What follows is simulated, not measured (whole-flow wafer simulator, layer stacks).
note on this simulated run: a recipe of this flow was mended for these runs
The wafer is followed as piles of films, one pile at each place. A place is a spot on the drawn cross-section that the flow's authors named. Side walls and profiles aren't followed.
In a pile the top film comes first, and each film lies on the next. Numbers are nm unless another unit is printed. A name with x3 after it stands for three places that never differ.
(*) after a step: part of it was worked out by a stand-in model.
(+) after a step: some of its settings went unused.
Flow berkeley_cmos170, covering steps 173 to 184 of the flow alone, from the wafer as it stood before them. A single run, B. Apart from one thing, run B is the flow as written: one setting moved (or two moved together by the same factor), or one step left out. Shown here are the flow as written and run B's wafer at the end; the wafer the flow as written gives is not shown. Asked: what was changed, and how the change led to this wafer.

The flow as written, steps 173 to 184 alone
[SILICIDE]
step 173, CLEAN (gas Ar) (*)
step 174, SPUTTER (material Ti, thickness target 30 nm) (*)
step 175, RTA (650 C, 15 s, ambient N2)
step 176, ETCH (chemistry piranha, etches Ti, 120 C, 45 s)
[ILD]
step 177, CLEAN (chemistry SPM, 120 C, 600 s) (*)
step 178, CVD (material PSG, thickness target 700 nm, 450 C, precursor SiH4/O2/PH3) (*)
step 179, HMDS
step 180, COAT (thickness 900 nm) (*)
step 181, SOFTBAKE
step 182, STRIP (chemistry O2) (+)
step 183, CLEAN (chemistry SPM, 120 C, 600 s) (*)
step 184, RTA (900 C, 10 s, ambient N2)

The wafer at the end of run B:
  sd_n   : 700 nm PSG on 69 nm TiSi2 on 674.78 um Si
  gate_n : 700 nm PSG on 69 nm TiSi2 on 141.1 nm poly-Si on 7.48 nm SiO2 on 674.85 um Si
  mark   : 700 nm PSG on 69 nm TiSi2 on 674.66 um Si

What caused this: step 174, SPUTTER: thickness target 37 nm was run, whereas the flow has thickness target 30 nm.

How this came from the change, step by step:
  step 174, SPUTTER (material Ti, thickness target 30 nm) (*)
      field, mark, sd_n and 10 more: Ti gains 37 (new film) (it would be, as written: Ti gains 30 (new film))
  step 175, RTA (650 C, 15 s, ambient N2)
      mark, sd_n, sd_p, contact, m1, via1, m2, via2: Ti loses 28.9, TiSi first gains 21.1 (new film), TiSi2 C49 gains 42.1 (new film), Si loses 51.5 (it would be, as written: Ti loses 23.4, TiSi first gains 6.2 (new film), TiSi2 C49 gains 50.3 (new film), Si loses 49)
      gate_n, gate_p: Ti loses 28.9, TiSi first gains 21.1 (new film), TiSi2 C49 gains 42.1 (new film), poly-Si loses 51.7 (it would be, as written: Ti loses 23.4, TiSi first gains 6.2 (new film), TiSi2 C49 gains 50.3 (new film), poly-Si loses 49.2)
  step 176, ETCH (chemistry piranha, etches Ti, 120 C, 45 s)
      mark, sd_n, gate_n and 7 more: Ti loses 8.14 (all of it), TiSi first loses 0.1 (it would be, as written: Ti loses 6.6 (all of it), TiSi first loses 0.1)
      field, spacer_n, spacer_p: Ti loses 37 (all of it) (it would be, as written: Ti loses 30 (all of it))
  step 184, RTA (900 C, 10 s, ambient N2)
      mark, sd_n, sd_p, contact, m1, via1, m2, via2: under 1 film: TiSi2 gains 69 (new film), TiSi first loses 20.9 (all of it), TiSi2 C49 loses 42.1 (all of it), Si loses 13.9 (it would be, as written: under 1 film: TiSi2 gains 55.9 (new film), TiSi first loses 6.09 (all of it), TiSi2 C49 loses 50.3 (all of it), Si loses 4.05)
      gate_n, gate_p: under 1 film: TiSi2 gains 69 (new film), TiSi first loses 20.9 (all of it), TiSi2 C49 loses 42.1 (all of it), poly-Si loses 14 (it would be, as written: under 1 film: TiSi2 gains 55.9 (new film), TiSi first loses 6.09 (all of it), TiSi2 C49 loses 50.3 (all of it), poly-Si loses 4.06)
